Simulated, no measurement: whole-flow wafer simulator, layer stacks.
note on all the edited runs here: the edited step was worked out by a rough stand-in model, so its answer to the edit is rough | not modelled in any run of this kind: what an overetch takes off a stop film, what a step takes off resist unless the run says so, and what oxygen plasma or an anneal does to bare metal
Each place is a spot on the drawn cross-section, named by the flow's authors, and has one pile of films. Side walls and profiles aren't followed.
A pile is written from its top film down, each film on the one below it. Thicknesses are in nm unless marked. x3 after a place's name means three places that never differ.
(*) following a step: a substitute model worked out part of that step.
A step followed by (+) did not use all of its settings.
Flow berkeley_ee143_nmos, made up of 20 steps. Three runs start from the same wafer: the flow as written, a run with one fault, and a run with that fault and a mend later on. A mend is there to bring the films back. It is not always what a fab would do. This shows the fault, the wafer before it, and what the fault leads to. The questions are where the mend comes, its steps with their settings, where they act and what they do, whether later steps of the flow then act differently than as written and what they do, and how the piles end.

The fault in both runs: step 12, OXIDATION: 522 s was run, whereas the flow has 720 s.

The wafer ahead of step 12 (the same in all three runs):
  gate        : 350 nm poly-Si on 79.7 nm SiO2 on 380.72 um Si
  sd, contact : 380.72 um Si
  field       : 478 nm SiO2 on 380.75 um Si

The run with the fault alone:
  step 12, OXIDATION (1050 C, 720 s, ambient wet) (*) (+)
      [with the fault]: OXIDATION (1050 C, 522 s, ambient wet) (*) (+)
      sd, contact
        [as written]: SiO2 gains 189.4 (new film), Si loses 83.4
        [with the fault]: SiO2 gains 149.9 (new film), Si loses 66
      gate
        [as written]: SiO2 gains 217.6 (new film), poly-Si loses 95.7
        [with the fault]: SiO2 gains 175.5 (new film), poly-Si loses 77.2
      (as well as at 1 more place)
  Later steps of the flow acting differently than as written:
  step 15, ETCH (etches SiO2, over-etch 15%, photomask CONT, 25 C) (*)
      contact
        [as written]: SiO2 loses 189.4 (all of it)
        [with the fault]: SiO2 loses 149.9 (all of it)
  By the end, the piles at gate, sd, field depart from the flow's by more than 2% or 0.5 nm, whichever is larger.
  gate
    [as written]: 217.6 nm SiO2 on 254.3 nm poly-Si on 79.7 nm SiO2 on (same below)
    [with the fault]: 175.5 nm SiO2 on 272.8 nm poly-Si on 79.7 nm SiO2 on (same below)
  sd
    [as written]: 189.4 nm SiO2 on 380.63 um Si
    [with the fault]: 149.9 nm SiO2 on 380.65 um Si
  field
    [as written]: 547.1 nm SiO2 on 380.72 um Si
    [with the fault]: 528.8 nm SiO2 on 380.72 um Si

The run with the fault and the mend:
  The mend follows step 12.
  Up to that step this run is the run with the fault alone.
  step 12a, OXIDATION (1050 C, 198 s, ambient wet) (*) (+) (the flow's step 12 again, with other settings)
      sd, contact
        SiO2 gains 39.5, Si loses 17.4
      gate
        SiO2 gains 42.1, poly-Si loses 18.5
      field
        SiO2 gains 18.3, Si loses 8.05
  Later steps of the flow that are run all act as written at every place that is followed.
  By the end, the piles equal the flow's at every place that both follow.
